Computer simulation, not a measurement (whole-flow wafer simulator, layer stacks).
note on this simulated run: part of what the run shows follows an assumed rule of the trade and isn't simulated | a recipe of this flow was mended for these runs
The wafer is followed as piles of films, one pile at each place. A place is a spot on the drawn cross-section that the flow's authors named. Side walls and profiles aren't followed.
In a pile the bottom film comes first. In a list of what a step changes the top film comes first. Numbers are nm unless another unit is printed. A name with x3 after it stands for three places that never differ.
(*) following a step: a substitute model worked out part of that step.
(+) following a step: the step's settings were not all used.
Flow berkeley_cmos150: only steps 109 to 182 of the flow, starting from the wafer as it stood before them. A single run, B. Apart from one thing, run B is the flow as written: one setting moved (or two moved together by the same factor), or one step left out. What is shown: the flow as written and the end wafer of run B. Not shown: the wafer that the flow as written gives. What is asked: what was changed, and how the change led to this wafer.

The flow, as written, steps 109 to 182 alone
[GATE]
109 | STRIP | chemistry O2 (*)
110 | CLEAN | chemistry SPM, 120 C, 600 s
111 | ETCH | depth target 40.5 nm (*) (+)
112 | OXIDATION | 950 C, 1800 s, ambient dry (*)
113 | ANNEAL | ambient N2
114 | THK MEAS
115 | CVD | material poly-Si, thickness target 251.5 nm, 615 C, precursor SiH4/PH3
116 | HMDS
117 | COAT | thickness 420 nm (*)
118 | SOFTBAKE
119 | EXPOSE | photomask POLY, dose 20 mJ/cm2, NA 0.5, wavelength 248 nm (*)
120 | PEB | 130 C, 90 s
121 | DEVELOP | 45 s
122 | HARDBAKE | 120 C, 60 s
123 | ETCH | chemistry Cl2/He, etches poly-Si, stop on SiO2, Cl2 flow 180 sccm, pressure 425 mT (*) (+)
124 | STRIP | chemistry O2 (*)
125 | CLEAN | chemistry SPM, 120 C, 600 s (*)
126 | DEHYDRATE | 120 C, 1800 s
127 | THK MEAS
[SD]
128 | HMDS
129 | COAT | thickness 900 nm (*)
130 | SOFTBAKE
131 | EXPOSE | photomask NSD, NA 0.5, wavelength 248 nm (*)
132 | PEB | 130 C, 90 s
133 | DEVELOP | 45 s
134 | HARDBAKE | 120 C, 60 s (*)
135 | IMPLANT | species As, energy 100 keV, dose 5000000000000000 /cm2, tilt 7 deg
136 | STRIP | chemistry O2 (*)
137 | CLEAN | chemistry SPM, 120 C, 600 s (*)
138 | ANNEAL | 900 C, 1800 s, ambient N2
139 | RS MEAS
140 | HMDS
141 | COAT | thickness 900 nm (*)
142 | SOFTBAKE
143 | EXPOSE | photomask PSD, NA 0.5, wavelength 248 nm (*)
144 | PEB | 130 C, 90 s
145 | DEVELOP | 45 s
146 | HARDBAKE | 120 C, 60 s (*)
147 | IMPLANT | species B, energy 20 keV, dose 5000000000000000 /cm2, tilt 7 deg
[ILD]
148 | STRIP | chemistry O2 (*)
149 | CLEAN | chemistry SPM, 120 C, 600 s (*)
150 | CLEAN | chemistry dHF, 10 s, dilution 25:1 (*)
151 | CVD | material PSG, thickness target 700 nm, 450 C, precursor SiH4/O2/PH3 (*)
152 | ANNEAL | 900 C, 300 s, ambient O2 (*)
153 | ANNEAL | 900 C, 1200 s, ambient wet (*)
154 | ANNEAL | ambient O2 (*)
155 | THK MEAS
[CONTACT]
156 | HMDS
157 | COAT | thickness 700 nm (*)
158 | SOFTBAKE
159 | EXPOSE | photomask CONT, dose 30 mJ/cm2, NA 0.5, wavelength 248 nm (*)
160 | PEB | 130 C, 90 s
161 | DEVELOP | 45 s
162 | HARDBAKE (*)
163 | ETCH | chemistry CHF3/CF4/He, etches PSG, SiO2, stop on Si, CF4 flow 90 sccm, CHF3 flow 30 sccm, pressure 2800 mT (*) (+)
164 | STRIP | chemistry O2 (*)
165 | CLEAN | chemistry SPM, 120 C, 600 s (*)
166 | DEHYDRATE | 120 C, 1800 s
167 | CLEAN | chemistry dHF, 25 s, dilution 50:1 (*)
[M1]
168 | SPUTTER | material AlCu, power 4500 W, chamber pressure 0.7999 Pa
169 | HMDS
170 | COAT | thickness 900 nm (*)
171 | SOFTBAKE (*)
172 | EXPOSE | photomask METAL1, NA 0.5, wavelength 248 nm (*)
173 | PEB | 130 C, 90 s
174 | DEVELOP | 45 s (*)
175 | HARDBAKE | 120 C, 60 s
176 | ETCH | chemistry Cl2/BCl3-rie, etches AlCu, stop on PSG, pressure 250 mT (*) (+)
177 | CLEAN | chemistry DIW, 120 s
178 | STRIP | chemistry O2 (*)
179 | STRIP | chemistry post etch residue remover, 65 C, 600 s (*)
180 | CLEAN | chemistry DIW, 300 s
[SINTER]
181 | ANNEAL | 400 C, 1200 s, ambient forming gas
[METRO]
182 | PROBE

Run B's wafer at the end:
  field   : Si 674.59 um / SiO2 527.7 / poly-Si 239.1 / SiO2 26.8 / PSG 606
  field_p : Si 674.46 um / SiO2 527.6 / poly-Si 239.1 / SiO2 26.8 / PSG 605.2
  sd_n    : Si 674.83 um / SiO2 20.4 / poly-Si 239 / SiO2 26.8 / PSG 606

What caused this: step 123, ETCH: chemistry Cl2/He, etches poly-Si, stop on SiO2, Cl2 flow 180 sccm, pressure 425 mT (*) (+), was skipped.

How this came from the change, step by step:
  124 | STRIP | chemistry O2 (*)
      field, field_p, sd_n, sd_p, contact, m1: chemical SiO2 gains 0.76 (new film), poly-Si loses 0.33 (as written it would have been: nothing)
      gate_n: chemical SiO2 gains 0.59 (new film), KrF-resist loses 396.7 (all of it), poly-Si loses 0.26 (as written it would have been: chemical SiO2 gains 0.69 (new film), KrF-resist loses 176.1 (all of it), poly-Si loses 0.3)
      (and at 1 other place as well)
  129 | COAT | thickness 900 nm (*)
      gate_n: thick-KrF-resist gains 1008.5 (new film) (as written it would have been: thick-KrF-resist gains 819.9 (new film))
      sd_p: thick-KrF-resist gains 1103.4 (new film) (as written it would have been: thick-KrF-resist gains 1133 (new film))
      (and at 1 other place as well)
  132 | PEB | 130 C, 90 s
      gate_n: thick-KrF-resist loses 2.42 (as written it would have been: thick-KrF-resist loses 1.9)
      gate_p: thick-KrF-resist loses 2.63 (as written it would have been: thick-KrF-resist loses 2.09)
  133 | DEVELOP | 45 s
      gate_n: thick-KrF-resist loses 1006.1 (all of it) (as written it would have been: thick-KrF-resist loses 818.1 (all of it))
  136 | STRIP | chemistry O2 (*)
      sd_n, contact, m1: chemical SiO2 gains 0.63, poly-Si loses 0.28 (as written it would have been: nothing)
      sd_p: thick-KrF-resist loses 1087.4 (all of it), chemical SiO2 gains 0.34, poly-Si loses 0.15 (as written it would have been: thick-KrF-resist loses 1116.9 (all of it))
      (and at 1 other place as well)
  141 | COAT | thickness 900 nm (*)
      gate_n: thick-KrF-resist gains 1008.5 (new film) (as written it would have been: thick-KrF-resist gains 819.7 (new film))
      sd_p: thick-KrF-resist gains 1103.5 (new film) (as written it would have been: thick-KrF-resist gains 1133 (new film))
      (and at 1 other place as well)
  144 | PEB | 130 C, 90 s
      gate_n: thick-KrF-resist loses 2.42 (as written it would have been: thick-KrF-resist loses 1.9)
      gate_p: thick-KrF-resist loses 2.63 (as written it would have been: thick-KrF-resist loses 2.09)
  145 | DEVELOP | 45 s
      sd_p: thick-KrF-resist loses 1100.8 (all of it) (as written it would have been: thick-KrF-resist loses 1130.2 (all of it))
      gate_p: thick-KrF-resist loses 1077.6 (all of it) (as written it would have been: thick-KrF-resist loses 886.7 (all of it))
  148 | STRIP | chemistry O2 (*)
      gate_n: thick-KrF-resist loses 992.7 (all of it), chemical SiO2 gains 0.09, poly-Si loses 0.04 (as written it would have been: thick-KrF-resist loses 804.5 (all of it), chemical SiO2 gains 0.09, poly-Si loses 0.04)
  150 | CLEAN | chemistry dHF, 10 s, dilution 25:1 (*)
      sd_n, contact, m1: chemical SiO2 loses 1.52 (all of it) (as written it would have been: SiO2 loses 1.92)
      field, field_p: chemical SiO2 loses 1.3 (all of it) (as written it would have been: SiO2 loses 1.91)
      (and at 1 other place as well)
  151 | CVD | material PSG, thickness target 700 nm, 450 C, precursor SiH4/O2/PH3 (*)
      gate_n, gate_p: PSG gains 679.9 (new film) (as written it would have been: PSG gains 700 (new film))
      sd_p: PSG gains 679.9 (new film) (as written it would have been: PSG gains 639.5 (new film))
  153 | ANNEAL | 900 C, 1200 s, ambient wet (*)
      sd_n, contact, m1: PSG loses 35, SiO2 gains 26.8 (new film), poly-Si loses 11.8 (as written it would have been: PSG loses 35, SiO2 gains 22.8, Si loses 10)
      field, field_p: PSG loses 35, SiO2 gains 26.8 (new film), poly-Si loses 11.8 (as written it would have been: PSG loses 35, SiO2 gains 16.3, Si loses 7.15)
      (and at 3 other places as well)
  157 | COAT | thickness 700 nm (*)
      field_p: KrF-resist gains 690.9 (new film) (as written it would have been: KrF-resist gains 716.6 (new film))
      gate_n: KrF-resist gains 800 (new film) (as written it would have been: KrF-resist gains 650.5 (new film))
      (and at 2 other places as well)
  163 | ETCH | chemistry CHF3/CF4/He, etches PSG, SiO2, stop on Si, CF4 flow 90 sccm, CHF3 flow 30 sccm, pressure 2800 mT (*) (+)
      contact: PSG loses 665 (all of it), SiO2 loses 26.8 (all of it), poly-Si loses 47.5 (as written it would have been: PSG loses 665 (all of it), SiO2 loses 38.1 (all of it), Si loses 47.5)
  164 | STRIP | chemistry O2 (*)
      field: KrF-resist loses 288 (all of it) (as written it would have been: KrF-resist loses 294.5 (all of it))
      field_p: KrF-resist loses 375.5 (all of it) (as written it would have been: KrF-resist loses 397.1 (all of it))
      (and at 3 other places as well)
  168 | SPUTTER | material AlCu, power 4500 W, chamber pressure 0.7999 Pa
      sd_p: AlCu gains 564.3 (new film) (as written it would have been: AlCu gains 471.4 (new film))
  ... another 3 steps ...
  176 | ETCH | chemistry Cl2/BCl3-rie, etches AlCu, stop on PSG, pressure 250 mT (*) (+)
      gate_n, gate_p: AlCu loses 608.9 (all of it), PSG loses 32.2 (as written it would have been: AlCu loses 616.1 (all of it), PSG loses 31.2)
      sd_p: AlCu loses 554.3 (all of it), PSG loses 39 (as written it would have been: AlCu loses 461.4 (all of it), PSG loses 50.6)
